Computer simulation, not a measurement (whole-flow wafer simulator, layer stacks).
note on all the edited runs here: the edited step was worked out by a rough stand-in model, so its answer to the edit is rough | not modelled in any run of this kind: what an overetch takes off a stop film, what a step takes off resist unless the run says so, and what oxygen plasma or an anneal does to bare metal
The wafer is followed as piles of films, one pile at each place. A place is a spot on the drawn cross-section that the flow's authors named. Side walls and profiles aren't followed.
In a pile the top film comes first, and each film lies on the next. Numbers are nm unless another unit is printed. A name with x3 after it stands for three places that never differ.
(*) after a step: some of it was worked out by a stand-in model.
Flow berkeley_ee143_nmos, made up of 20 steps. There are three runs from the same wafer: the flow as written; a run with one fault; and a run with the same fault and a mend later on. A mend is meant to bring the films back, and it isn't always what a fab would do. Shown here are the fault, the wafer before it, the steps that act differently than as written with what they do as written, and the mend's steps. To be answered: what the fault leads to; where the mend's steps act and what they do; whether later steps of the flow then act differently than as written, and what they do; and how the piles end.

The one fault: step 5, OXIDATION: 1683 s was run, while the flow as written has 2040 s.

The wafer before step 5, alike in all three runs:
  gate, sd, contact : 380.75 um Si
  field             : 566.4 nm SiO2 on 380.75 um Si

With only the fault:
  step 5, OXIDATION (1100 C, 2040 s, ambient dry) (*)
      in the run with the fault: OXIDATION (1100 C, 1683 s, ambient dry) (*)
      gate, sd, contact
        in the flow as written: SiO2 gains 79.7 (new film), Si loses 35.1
        in the run with the fault: SiO2 gains 71 (new film), Si loses 31.3
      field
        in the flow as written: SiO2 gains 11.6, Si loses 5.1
        in the run with the fault: SiO2 gains 9.59, Si loses 4.22
  Steps further on in the flow that do not act as written (not shown: 1 more step that differs only slightly, by at most 2% or 0.5 nm, whichever is larger):
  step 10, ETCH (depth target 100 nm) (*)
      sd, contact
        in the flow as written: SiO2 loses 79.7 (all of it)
        in the run with the fault: SiO2 loses 71 (all of it)
  By the end, the piles at gate depart from the flow's by more than 2% or 0.5 nm, whichever is larger.
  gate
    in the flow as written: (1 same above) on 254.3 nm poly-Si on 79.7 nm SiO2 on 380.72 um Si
    in the run with the fault: (1 same above) on 254.3 nm poly-Si on 71 nm SiO2 on 380.72 um Si

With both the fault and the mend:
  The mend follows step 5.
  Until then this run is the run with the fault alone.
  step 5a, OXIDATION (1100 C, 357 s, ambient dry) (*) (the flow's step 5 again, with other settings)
      gate, sd, contact
        SiO2 gains 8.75, Si loses 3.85
      field
        SiO2 gains 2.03, Si loses 0.89
  None of the later steps of the flow differs from how it acts as written, at any place that is followed, by more than 2% or 0.5 nm, whichever is larger.
  At the end the piles are close to the flow's at the places that both follow, differing by at most 2% or 0.5 nm, whichever is larger.
